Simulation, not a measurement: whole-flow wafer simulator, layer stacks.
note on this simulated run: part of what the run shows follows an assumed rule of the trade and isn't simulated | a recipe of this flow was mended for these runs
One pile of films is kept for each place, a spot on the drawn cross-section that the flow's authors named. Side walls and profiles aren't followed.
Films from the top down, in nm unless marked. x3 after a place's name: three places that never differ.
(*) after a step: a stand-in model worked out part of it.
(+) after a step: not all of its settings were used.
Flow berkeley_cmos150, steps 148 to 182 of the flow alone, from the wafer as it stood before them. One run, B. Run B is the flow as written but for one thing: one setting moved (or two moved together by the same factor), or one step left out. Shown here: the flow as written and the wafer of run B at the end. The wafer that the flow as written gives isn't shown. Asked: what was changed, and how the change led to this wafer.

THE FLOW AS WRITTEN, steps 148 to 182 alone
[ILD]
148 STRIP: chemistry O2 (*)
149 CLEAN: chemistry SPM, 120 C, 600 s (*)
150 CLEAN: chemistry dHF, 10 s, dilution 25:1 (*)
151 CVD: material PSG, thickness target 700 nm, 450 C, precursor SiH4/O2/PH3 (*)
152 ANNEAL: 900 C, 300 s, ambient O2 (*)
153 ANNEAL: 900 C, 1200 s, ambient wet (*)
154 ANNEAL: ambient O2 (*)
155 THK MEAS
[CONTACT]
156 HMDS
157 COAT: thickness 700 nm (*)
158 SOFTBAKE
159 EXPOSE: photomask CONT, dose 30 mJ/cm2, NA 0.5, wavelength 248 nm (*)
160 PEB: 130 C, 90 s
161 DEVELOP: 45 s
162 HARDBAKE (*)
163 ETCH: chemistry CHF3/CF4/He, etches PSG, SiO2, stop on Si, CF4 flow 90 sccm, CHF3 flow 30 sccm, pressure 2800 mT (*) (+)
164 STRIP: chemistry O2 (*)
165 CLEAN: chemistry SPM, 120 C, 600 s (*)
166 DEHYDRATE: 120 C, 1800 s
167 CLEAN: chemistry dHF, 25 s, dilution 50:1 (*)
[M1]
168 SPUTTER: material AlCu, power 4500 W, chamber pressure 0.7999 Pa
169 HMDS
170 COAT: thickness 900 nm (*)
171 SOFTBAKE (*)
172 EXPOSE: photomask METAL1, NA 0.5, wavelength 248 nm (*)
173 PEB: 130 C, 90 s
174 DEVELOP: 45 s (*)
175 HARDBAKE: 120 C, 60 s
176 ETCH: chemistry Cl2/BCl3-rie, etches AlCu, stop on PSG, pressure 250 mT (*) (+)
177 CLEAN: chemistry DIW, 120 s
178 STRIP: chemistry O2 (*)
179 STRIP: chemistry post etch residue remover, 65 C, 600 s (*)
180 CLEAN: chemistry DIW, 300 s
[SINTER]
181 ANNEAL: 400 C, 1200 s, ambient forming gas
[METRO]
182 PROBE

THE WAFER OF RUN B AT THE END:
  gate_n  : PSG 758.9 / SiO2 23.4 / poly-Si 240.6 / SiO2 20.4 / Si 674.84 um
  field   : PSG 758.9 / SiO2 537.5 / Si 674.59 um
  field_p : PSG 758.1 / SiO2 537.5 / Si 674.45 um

The cause: step 151, CVD: thickness target 868 nm was run, where the flow has thickness target 700 nm; step 167, CLEAN: 31 s was run, where the flow has 25 s.

How the change led to this, step by step:
  151 CVD: material PSG, thickness target 700 nm, 450 C, precursor SiH4/O2/PH3 (*)
      field, field_p, sd_n, gate_n, gate_p, contact, m1: PSG +868 (new film) (as written it would be: PSG +700 (new film))
      sd_p: PSG +846.1 (new film) (as written it would be: PSG +639.5 (new film))
  153 ANNEAL: 900 C, 1200 s, ambient wet (*)
      sd_n, contact, m1: PSG -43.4, SiO2 +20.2, Si -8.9 (as written it would be: PSG -35, SiO2 +22.8, Si -10)
      field, field_p: PSG -43.4, SiO2 +14.9, Si -6.56 (as written it would be: PSG -35, SiO2 +16.3, Si -7.15)
      (and at 3 more places)
  157 COAT: thickness 700 nm (*)
      sd_p: KrF-resist +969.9 (new film) (as written it would be: KrF-resist +1000.3 (new film))
  163 ETCH: chemistry CHF3/CF4/He, etches PSG, SiO2, stop on Si, CF4 flow 90 sccm, CHF3 flow 30 sccm, pressure 2800 mT (*) (+)
      field, field_p, sd_n, gate_n, sd_p, gate_p, m1: KrF-resist -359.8 (as written it would be: KrF-resist -303.7)
      contact: PSG -824.6 (all of it), SiO2 -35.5 (all of it), Si -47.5 (as written it would be: PSG -665 (all of it), SiO2 -38.1 (all of it), Si -47.5)
  164 STRIP: chemistry O2 (*)
      field: KrF-resist -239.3 (all of it) (as written it would be: KrF-resist -294.5 (all of it))
      field_p: KrF-resist -343.8 (all of it) (as written it would be: KrF-resist -397.1 (all of it))
      (and at 5 more places)
  167 CLEAN: chemistry dHF, 25 s, dilution 50:1 (*)
      field, field_p, sd_n, gate_n, sd_p, gate_p, m1: PSG -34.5 (as written it would be: PSG -27.8)
  168 SPUTTER: material AlCu, power 4500 W, chamber pressure 0.7999 Pa
      sd_p: AlCu +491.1 (new film) (as written it would be: AlCu +471.4 (new film))
      contact: AlCu +411.9 (new film) (as written it would be: AlCu +443.6 (new film))
  170 COAT: thickness 900 nm (*)
      sd_p: thick-KrF-resist +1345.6 (new film) (as written it would be: thick-KrF-resist +1400.4 (new film))
      contact: thick-KrF-resist +1857.4 (new film) (as written it would be: thick-KrF-resist +1720.1 (new film))
  174 DEVELOP: 45 s (*)
      sd_p: thick-KrF-resist -1342.2 (all of it), AlCu -10 (as written it would be: thick-KrF-resist -1396.9 (all of it), AlCu -10)
  175 HARDBAKE: 120 C, 60 s
      contact: thick-KrF-resist -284 (as written it would be: thick-KrF-resist -263.1)
  176 ETCH: chemistry Cl2/BCl3-rie, etches AlCu, stop on PSG, pressure 250 mT (*) (+)
      sd_p: AlCu -481.1 (all of it), PSG -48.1 (as written it would be: AlCu -461.4 (all of it), PSG -50.6)
  178 STRIP: chemistry O2 (*)
      contact: thick-KrF-resist -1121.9 (all of it) (as written it would be: thick-KrF-resist -1006.2 (all of it))
      m1: thick-KrF-resist -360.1 (all of it) (as written it would be: thick-KrF-resist -373.8 (all of it))
